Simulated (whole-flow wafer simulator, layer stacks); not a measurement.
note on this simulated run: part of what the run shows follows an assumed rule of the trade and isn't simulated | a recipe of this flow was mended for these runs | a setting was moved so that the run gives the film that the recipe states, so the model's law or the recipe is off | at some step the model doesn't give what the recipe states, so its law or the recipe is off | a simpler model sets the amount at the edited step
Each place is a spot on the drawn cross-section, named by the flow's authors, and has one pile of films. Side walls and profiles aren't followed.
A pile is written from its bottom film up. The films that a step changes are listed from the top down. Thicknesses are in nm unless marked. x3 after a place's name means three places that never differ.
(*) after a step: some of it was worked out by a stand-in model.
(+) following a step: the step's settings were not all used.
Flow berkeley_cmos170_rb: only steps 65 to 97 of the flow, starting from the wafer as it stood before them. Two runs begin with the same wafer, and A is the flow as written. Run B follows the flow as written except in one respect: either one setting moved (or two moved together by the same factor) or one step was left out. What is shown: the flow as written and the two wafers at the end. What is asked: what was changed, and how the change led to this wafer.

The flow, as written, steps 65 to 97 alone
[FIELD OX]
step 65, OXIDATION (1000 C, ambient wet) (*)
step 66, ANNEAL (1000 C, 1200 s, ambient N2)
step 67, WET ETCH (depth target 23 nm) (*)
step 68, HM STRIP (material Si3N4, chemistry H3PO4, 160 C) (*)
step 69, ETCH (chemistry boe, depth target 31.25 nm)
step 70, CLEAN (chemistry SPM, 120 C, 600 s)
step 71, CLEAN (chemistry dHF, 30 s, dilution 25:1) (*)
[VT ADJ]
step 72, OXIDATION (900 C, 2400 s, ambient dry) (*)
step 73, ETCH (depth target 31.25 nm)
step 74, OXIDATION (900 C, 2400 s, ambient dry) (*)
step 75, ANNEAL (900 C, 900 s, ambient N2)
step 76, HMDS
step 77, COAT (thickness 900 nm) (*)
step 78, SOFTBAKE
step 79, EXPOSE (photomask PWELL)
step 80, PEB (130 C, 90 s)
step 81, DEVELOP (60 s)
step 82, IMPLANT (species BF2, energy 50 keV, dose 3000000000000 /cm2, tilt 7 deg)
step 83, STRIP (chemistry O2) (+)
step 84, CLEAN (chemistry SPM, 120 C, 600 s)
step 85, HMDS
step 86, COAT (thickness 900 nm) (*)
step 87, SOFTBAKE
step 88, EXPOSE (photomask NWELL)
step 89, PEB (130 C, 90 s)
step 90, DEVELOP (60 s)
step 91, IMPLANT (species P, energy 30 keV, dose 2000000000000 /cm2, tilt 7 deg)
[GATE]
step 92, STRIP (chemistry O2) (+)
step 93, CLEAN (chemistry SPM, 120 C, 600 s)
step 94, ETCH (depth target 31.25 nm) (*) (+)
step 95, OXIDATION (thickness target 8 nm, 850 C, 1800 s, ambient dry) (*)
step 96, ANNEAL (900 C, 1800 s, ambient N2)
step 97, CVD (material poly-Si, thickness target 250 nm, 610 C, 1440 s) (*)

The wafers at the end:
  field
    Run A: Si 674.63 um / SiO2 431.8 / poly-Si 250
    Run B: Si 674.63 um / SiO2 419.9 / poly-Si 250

The reason: step 68, HM STRIP: 171 C was run, though the flow has 160 C.

How this came from the change, step by step:
  step 68, HM STRIP (material Si3N4, chemistry H3PO4, 160 C) (*)
      sd_n, spacer_n, gate, sd_p, spacer_p, gate_p, contact, m1: A Si3N4 loses 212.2 (all of it), SiO2 loses 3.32 | B Si3N4 loses 212.2 (all of it), SiO2 loses 11.8
      field: A SiO2 loses 9.95 | B SiO2 loses 22
  step 69, ETCH (chemistry boe, depth target 31.25 nm)
      spacer_n, spacer_p, gate_p, contact, m1: A SiO2 loses 23.2 (all of it) | B SiO2 loses 14.8 (all of it)
      gate, sd_p: A SiO2 loses 23.3 (all of it) | B SiO2 loses 14.8 (all of it)
      (as well as at 1 more place)
